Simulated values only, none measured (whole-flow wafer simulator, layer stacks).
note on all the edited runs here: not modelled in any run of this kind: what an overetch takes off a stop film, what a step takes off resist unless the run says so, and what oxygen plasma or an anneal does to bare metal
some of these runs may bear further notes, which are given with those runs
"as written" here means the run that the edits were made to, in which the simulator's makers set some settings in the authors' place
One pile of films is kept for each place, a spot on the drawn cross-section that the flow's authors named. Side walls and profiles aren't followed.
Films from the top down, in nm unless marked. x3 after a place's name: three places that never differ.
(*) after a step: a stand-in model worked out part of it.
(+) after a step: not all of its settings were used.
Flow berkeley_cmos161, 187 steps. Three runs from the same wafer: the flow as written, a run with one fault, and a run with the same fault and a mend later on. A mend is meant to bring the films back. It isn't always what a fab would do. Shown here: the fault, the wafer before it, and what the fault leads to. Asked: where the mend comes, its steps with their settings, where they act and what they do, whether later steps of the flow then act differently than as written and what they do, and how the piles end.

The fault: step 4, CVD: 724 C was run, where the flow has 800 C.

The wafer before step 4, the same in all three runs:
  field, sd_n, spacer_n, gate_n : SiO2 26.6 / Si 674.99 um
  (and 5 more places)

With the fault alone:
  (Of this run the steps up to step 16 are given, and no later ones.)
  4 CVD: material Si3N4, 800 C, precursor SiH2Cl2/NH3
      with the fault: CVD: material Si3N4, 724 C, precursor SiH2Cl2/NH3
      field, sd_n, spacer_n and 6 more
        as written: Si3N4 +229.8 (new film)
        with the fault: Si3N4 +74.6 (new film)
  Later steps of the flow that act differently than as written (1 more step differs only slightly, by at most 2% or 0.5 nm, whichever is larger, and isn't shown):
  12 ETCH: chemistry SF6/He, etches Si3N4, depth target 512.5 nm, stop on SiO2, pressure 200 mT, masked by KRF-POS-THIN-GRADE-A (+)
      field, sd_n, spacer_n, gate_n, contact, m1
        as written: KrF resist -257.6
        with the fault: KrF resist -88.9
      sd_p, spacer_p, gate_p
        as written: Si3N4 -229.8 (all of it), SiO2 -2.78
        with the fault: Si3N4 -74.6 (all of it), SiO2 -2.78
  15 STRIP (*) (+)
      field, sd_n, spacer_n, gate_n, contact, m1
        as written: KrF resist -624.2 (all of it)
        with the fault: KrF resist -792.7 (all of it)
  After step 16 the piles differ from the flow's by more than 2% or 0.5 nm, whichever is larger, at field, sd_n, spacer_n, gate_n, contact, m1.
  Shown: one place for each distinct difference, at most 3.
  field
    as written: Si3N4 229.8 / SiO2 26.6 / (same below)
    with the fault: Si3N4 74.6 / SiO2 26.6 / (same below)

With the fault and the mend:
  The mend comes after step 4.
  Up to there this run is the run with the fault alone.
  4a CVD: material Si3N4, 800 C, precursor SiH2Cl2/NH3 (the flow's step 4 once more, with other settings that aren't printed)
      field, sd_n, spacer_n and 6 more
        Si3N4 +155.2
  No later step of the flow acts differently than as written at any place that is followed.
  At the end the piles are the same as the flow's at every place that both follow.
